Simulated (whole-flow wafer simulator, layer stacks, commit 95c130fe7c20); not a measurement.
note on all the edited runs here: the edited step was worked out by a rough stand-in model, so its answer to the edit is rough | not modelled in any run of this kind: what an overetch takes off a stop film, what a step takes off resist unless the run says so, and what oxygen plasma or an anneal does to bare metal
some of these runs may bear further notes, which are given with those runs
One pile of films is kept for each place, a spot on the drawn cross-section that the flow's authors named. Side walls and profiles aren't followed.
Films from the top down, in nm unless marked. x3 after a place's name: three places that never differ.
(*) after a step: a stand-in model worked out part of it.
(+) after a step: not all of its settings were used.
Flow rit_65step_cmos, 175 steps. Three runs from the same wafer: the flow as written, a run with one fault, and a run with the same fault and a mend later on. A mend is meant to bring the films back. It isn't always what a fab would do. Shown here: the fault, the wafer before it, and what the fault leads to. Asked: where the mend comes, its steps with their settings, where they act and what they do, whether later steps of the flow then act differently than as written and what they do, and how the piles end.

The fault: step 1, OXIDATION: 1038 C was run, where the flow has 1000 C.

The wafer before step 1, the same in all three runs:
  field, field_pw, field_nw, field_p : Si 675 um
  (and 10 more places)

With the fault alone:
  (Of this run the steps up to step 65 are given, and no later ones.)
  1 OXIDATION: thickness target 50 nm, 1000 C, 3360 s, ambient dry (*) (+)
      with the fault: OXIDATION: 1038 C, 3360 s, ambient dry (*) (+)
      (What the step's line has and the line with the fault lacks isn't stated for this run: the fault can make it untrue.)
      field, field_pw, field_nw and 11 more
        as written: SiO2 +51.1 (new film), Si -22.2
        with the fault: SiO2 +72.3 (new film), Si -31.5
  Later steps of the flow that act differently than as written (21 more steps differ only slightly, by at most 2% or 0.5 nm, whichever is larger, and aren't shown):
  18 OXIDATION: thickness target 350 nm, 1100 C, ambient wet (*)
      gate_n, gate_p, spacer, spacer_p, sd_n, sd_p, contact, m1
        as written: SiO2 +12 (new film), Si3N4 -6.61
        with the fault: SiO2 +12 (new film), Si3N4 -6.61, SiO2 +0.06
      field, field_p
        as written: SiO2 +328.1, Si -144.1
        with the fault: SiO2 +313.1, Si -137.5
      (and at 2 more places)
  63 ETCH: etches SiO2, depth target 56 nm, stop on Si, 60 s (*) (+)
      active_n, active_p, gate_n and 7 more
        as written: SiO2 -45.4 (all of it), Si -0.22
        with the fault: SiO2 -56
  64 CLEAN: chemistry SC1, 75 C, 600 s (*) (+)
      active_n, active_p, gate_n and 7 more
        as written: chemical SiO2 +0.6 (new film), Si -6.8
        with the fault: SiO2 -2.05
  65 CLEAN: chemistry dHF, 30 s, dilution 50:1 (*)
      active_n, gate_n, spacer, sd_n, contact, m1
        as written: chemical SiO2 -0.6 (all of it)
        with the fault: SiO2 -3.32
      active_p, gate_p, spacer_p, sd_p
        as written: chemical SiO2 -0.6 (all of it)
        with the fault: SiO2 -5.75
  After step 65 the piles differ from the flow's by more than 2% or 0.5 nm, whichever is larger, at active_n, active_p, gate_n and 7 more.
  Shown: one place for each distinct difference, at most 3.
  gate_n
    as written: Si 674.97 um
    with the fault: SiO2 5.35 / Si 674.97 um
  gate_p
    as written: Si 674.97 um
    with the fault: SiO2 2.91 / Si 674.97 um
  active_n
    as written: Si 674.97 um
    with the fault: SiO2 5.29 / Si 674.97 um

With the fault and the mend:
  The mend comes after step 2.
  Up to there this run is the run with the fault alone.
  2a ETCH: depth target 83 nm, 21.5 C, 93 s
      field, field_pw, field_nw and 11 more
        SiO2 -72.3 (all of it)
  2b CLEAN: chemistry SC2, 75 C, 600 s
      field, field_pw, field_nw and 11 more
        chemical SiO2 +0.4 (new film), Si -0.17
  2c OXIDATION: 1000 C, 3360 s, ambient dry (*) (the flow's step 1 once more, with other settings)
      field, field_pw, field_nw and 11 more
        SiO2 +51 (new film), chemical SiO2 -0.4 (all of it), Si -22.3
  Later steps of the flow that act differently than as written (18 more steps differ only slightly, by at most 2% or 0.5 nm, whichever is larger, and aren't shown):
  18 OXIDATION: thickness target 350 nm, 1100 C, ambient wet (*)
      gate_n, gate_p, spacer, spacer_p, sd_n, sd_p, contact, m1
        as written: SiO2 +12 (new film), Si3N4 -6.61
        with the mend: SiO2 +12 (new film), Si3N4 -6.61, SiO2 +0.03
  At the end the piles differ from the flow's only slightly at the places that both follow, by at most 2% or 0.5 nm, whichever is larger.
